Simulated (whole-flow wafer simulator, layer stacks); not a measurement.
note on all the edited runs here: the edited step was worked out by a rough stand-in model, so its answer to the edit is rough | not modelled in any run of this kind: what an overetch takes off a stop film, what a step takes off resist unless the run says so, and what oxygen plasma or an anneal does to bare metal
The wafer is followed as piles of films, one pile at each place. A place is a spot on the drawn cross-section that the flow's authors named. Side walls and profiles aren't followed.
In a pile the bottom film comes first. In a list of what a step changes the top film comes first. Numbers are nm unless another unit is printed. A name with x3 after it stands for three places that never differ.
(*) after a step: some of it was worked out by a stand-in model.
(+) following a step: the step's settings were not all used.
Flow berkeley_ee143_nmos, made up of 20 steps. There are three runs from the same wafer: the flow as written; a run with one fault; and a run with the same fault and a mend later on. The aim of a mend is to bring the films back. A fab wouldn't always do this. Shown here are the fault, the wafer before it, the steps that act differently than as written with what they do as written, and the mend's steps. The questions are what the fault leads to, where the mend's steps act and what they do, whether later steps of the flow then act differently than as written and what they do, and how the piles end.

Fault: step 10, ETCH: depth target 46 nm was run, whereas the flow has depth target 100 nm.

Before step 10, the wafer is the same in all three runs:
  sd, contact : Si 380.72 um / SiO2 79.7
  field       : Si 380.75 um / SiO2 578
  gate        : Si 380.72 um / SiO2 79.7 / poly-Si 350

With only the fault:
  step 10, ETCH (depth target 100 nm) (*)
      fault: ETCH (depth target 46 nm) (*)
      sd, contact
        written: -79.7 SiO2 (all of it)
        fault: -46 SiO2
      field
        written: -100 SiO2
        fault: -46 SiO2
  Steps later in the flow that act otherwise than as written:
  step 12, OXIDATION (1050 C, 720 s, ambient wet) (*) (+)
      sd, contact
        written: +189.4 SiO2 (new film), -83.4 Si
        fault: +171 SiO2, -75.2 Si
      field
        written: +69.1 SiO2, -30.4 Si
        fault: +64.1 SiO2, -28.2 Si
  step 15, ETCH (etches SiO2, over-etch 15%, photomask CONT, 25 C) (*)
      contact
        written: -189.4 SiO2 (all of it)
        fault: -204.7 SiO2 (all of it)
  At sd, field, the piles at the end differ from the flow's by more than 2% or 0.5 nm, whichever is larger.
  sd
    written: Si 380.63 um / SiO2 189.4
    fault: Si 380.64 um / SiO2 204.7
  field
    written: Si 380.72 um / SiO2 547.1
    fault: Si 380.72 um / SiO2 596.1

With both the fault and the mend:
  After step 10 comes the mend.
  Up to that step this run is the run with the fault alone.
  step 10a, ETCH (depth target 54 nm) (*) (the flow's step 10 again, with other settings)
      sd, contact
        -33.7 SiO2 (all of it)
      field
        -54 SiO2
  Later steps of the flow that are run all act as written at every place that is followed.
  By the end, the piles equal the flow's at every place that both follow.
